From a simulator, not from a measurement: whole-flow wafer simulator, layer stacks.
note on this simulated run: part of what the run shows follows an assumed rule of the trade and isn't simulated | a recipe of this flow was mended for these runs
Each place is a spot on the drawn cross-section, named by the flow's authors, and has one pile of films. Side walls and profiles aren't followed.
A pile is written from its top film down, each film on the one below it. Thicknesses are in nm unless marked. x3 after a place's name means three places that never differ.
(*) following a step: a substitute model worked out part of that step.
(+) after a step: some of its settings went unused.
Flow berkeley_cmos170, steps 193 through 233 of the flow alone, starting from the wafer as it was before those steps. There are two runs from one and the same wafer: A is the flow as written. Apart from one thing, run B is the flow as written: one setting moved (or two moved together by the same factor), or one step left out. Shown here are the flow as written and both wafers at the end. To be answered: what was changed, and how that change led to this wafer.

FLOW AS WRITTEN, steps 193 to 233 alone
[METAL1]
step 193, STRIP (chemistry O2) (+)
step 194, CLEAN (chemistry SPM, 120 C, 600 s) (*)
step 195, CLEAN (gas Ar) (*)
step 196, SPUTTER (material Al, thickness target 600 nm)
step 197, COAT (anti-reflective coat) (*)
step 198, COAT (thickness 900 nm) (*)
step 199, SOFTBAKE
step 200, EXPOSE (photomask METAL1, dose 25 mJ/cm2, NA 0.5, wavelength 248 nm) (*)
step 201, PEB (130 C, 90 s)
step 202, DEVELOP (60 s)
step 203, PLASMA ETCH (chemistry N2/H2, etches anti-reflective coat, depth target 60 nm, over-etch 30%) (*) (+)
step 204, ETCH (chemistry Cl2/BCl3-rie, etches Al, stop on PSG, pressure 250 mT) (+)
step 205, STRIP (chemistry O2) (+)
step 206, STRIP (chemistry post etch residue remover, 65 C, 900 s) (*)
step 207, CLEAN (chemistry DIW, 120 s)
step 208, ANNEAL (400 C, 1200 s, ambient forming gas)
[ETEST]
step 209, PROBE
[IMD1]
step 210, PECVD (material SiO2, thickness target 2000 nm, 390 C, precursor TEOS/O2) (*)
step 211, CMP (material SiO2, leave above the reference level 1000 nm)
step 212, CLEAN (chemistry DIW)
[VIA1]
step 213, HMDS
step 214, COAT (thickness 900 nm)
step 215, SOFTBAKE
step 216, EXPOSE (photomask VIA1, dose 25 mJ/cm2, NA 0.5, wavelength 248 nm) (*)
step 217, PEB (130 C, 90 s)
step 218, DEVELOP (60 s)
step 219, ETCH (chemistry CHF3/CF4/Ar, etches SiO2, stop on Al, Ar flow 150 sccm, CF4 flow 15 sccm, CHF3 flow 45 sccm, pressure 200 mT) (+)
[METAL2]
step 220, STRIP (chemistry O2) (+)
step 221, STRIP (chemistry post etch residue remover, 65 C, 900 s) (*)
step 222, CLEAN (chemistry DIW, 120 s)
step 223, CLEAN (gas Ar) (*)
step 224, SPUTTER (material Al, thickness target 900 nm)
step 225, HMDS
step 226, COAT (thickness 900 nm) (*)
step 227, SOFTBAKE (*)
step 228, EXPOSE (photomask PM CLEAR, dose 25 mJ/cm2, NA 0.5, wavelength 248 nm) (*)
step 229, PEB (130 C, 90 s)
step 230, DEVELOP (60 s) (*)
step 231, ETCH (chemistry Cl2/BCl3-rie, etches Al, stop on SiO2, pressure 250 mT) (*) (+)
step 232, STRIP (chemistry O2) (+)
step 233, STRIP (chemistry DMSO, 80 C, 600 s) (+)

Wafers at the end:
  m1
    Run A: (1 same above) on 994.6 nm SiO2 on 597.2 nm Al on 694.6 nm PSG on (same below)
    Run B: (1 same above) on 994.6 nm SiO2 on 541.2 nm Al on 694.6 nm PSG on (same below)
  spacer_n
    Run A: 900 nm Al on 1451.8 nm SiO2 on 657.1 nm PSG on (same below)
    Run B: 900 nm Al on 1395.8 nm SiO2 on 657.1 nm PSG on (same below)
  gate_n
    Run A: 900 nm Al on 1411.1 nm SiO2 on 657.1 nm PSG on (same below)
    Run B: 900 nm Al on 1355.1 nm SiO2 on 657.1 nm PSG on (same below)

The reason: step 196, SPUTTER: thickness target 544 nm was run, while the flow as written has thickness target 600 nm.

The path from the change to this, step by step:
  step 196, SPUTTER (material Al, thickness target 600 nm)
      field, mark, sd_n and 8 more: A +600 Al (new film) | B +544 Al (new film)
      sd_p: A +575.5 Al (new film) | B +520 Al (new film)
      (as well as at 1 more place)
  step 197, COAT (anti-reflective coat) (*)
      sd_n: A +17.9 anti-reflective coat (new film) | B +16.3 anti-reflective coat (new film)
      contact: A +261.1 anti-reflective coat (new film) | B +254.5 anti-reflective coat (new film)
  step 203, PLASMA ETCH (chemistry N2/H2, etches anti-reflective coat, depth target 60 nm, over-etch 30%) (*) (+)
      sd_n: A -17.9 anti-reflective coat (all of it) | B -16.3 anti-reflective coat (all of it)
  step 204, ETCH (chemistry Cl2/BCl3-rie, etches Al, stop on PSG, pressure 250 mT) (+)
      field, mark, sd_n, spacer_n, gate_n, spacer_p, gate_p: A -600 Al (all of it), -37.5 PSG | B -544 Al (all of it), -37.5 PSG
      contact, m1, via1, m2, via2: A -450 KrF-resist | B -422 KrF-resist
      (as well as at 1 more place)
  step 205, STRIP (chemistry O2) (+)
      contact: A -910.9 KrF-resist (all of it), -261.1 anti-reflective coat (all of it) | B -926.1 KrF-resist (all of it), -254.5 anti-reflective coat (all of it)
      m1: A -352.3 KrF-resist (all of it), -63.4 anti-reflective coat (all of it) | B -380 KrF-resist (all of it), -63.4 anti-reflective coat (all of it)
      (as well as at 3 more places)
  step 211, CMP (material SiO2, leave above the reference level 1000 nm)
      spacer_n, spacer_p: A -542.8 SiO2 | B -598.8 SiO2
      gate_n, gate_p: A -583.6 SiO2 | B -639.6 SiO2
      (as well as at 5 more places)
